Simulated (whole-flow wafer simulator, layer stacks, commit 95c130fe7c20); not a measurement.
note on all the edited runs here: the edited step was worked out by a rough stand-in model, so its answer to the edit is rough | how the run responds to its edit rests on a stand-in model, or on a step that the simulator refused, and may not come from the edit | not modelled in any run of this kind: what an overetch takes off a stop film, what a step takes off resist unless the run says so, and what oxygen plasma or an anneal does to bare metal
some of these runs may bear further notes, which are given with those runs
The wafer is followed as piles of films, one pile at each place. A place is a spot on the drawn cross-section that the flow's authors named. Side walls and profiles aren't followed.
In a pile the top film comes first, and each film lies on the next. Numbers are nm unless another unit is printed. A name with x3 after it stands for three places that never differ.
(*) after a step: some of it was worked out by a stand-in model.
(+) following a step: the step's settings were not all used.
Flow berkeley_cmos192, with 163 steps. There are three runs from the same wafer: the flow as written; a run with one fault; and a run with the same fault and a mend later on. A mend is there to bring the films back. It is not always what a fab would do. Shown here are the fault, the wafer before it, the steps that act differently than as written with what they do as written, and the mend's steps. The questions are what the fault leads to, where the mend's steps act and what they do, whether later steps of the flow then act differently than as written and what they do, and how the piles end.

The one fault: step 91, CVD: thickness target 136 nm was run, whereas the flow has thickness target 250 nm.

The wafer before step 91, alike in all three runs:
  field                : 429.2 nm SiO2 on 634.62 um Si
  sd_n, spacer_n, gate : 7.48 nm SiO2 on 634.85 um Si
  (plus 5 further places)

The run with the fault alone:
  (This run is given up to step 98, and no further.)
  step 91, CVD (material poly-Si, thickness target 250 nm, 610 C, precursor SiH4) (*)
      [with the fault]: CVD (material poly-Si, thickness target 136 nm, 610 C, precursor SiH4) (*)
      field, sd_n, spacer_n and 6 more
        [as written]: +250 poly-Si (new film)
        [with the fault]: +136 poly-Si (new film)
  Steps later in the flow that act otherwise than as written (2 other steps are not shown; they differ only slightly, by no more than 2% or 0.5 nm, whichever is larger):
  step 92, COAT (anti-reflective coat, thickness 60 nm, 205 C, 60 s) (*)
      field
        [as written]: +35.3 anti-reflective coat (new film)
        [with the fault]: +34.3 anti-reflective coat (new film)
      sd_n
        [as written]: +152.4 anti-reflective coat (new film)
        [with the fault]: +148.2 anti-reflective coat (new film)
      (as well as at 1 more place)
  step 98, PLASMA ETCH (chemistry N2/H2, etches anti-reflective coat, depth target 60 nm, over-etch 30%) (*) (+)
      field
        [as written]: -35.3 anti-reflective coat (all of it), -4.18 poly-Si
        [with the fault]: -34.3 anti-reflective coat (all of it), -4.06 poly-Si
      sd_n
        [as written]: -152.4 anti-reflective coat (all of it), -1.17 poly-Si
        [with the fault]: -148.2 anti-reflective coat (all of it), -1.14 poly-Si
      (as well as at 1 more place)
  After step 98, at field, sd_n, spacer_n and 6 more, the piles differ from the flow's by more than 2% or 0.5 nm, whichever is larger.
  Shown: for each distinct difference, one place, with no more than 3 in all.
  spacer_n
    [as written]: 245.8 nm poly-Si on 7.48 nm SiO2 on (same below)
    [with the fault]: 131.9 nm poly-Si on 7.48 nm SiO2 on (same below)
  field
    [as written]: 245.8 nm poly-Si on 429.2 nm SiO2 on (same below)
    [with the fault]: 131.9 nm poly-Si on 429.2 nm SiO2 on (same below)
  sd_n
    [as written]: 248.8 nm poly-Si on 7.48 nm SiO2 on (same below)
    [with the fault]: 134.9 nm poly-Si on 7.48 nm SiO2 on (same below)

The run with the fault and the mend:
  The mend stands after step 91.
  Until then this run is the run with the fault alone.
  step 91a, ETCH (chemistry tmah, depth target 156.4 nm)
      field, sd_n, spacer_n and 6 more
        -136 poly-Si (all of it)
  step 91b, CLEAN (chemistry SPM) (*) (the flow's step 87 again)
      alters no film at any place that is followed
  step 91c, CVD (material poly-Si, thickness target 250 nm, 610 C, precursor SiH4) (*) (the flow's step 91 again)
      field, sd_n, spacer_n and 6 more
        +250 poly-Si (new film)
  Every later step of the flow that is run acts as written, at every place that is followed, to within 2% or 0.5 nm, whichever is larger.
  At every place that both follow, the piles at the end match the flow's.
